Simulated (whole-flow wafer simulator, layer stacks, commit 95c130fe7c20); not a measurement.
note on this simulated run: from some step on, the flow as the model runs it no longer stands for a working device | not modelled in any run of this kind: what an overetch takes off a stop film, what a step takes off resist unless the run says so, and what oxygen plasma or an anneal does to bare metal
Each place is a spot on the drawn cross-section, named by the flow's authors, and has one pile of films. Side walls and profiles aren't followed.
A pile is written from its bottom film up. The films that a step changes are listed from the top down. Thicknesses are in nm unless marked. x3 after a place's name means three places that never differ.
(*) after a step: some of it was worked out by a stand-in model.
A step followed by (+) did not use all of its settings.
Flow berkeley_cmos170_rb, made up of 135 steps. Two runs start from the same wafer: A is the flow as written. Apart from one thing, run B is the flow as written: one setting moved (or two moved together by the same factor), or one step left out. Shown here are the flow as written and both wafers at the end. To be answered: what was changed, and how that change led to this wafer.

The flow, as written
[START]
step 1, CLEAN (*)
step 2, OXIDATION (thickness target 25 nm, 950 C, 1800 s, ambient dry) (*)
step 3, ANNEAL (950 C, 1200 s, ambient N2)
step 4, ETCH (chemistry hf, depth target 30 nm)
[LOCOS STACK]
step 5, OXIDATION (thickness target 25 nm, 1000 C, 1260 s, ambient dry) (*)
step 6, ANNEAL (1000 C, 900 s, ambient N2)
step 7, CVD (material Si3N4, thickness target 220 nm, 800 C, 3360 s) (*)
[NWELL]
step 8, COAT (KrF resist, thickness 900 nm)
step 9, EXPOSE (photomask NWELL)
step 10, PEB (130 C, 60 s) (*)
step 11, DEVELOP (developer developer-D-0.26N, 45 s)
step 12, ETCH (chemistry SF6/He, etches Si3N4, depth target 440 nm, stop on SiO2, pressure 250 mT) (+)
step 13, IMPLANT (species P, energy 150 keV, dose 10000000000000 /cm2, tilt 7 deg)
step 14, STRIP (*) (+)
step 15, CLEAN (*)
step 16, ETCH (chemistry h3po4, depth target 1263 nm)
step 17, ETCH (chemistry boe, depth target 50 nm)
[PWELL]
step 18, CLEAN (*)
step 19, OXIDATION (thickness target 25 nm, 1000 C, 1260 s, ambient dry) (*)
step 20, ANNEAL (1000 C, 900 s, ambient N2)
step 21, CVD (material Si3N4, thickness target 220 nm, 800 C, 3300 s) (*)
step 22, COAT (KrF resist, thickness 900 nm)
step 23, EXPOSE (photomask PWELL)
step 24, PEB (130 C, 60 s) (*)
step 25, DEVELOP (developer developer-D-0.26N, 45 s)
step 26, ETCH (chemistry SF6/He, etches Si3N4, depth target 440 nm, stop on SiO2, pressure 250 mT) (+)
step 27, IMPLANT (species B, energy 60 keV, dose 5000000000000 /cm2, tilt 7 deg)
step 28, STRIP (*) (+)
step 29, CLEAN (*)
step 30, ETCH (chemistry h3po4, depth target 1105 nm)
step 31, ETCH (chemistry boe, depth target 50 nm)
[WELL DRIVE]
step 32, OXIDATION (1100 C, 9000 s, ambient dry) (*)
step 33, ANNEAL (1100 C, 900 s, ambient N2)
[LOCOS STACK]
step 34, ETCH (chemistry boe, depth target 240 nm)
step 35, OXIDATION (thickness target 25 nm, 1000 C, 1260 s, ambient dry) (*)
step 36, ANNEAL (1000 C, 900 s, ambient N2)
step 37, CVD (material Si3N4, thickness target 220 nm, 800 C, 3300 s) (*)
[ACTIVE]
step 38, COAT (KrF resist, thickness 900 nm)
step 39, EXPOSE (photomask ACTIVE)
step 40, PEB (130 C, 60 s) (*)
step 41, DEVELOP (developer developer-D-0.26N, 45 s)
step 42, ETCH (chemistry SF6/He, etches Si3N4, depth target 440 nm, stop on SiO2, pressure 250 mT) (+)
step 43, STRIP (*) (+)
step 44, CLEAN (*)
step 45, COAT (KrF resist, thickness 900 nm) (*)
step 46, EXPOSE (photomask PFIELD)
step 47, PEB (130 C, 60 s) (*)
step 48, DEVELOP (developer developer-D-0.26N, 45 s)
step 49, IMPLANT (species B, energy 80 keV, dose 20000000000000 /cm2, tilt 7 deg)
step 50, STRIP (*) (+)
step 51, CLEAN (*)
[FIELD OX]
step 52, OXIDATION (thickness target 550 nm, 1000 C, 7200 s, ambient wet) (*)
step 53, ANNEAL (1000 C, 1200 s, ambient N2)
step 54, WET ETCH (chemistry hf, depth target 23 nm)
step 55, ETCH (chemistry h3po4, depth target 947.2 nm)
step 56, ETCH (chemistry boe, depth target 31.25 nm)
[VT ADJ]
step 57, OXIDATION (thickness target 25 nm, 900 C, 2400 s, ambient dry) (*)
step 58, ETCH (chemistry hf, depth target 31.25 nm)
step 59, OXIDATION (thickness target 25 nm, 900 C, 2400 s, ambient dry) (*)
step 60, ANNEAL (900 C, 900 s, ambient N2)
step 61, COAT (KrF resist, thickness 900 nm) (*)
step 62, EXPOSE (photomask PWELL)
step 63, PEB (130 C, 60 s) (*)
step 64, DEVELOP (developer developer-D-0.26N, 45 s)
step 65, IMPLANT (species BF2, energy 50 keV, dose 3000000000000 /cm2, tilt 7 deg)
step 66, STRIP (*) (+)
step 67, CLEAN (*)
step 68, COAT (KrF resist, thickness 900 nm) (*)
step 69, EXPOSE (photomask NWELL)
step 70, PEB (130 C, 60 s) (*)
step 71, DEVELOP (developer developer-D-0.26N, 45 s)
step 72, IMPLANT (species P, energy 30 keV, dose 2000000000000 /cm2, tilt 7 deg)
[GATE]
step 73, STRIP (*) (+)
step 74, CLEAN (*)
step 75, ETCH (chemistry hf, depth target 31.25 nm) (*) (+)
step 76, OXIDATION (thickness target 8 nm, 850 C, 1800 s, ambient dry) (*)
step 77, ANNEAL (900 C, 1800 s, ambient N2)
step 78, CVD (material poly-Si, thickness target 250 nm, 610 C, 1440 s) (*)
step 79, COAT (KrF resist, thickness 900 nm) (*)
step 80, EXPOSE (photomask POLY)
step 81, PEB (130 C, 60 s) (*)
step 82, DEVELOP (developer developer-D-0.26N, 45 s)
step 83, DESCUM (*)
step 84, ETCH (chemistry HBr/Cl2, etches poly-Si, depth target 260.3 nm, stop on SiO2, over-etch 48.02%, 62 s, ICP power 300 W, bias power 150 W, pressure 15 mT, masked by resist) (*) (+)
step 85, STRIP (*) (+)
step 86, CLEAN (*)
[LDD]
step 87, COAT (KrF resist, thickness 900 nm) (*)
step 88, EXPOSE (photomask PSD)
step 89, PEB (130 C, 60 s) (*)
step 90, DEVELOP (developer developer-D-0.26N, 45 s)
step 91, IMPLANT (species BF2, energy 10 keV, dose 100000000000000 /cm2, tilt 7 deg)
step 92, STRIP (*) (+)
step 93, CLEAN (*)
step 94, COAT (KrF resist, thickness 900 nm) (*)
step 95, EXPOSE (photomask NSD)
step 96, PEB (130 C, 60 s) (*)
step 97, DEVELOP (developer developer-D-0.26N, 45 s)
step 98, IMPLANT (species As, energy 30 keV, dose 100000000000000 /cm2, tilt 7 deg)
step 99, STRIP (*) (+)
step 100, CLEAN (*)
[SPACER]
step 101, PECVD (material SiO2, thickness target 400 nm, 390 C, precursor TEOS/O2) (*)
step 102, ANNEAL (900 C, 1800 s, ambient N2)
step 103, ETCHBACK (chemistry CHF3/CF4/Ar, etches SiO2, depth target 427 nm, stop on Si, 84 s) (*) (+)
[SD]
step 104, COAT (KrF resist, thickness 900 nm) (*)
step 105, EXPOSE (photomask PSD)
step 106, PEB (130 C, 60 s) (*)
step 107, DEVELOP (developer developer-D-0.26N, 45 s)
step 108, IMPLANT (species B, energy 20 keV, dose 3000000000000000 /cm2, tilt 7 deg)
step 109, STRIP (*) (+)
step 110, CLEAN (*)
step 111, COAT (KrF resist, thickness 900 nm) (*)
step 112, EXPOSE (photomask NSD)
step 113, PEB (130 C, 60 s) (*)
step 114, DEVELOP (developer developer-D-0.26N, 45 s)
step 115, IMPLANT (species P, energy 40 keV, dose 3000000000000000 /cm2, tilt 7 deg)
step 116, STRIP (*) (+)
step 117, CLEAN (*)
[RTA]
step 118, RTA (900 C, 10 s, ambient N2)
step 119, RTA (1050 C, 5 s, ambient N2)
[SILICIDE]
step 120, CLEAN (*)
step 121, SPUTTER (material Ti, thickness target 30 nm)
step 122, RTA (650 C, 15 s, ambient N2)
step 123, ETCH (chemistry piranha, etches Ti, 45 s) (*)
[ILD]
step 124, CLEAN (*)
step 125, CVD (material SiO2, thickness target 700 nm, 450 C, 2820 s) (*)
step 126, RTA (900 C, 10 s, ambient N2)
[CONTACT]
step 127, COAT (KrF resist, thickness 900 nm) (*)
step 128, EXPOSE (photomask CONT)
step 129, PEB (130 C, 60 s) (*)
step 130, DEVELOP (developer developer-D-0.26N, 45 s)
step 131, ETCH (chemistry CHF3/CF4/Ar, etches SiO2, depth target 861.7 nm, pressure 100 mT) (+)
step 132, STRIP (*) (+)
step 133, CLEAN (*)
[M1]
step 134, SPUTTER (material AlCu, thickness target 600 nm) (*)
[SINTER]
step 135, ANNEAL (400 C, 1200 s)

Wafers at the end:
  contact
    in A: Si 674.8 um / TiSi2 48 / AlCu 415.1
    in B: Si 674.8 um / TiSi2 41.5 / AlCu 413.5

Cause: step 131, ETCH: depth target 990.9 nm was run, while the flow as written has depth target 861.7 nm.

How this came from the change, step by step:
  step 131, ETCH (chemistry CHF3/CF4/Ar, etches SiO2, depth target 861.7 nm, pressure 100 mT) (+)
      field, sd_n, spacer_n, gate, sd_p, spacer_p, gate_p, m1: A KrF resist loses 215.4 | B KrF resist loses 247.7
      contact: A SiO2 loses 700 (all of it), TiSi2 loses 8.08 | B SiO2 loses 700 (all of it), TiSi2 loses 14.5
  step 132, STRIP (*) (+)
      field: A KrF resist loses 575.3 (all of it) | B KrF resist loses 543 (all of it)
      sd_n: A KrF resist loses 780.4 (all of it) | B KrF resist loses 748.1 (all of it)
      (as well as at 6 more places)
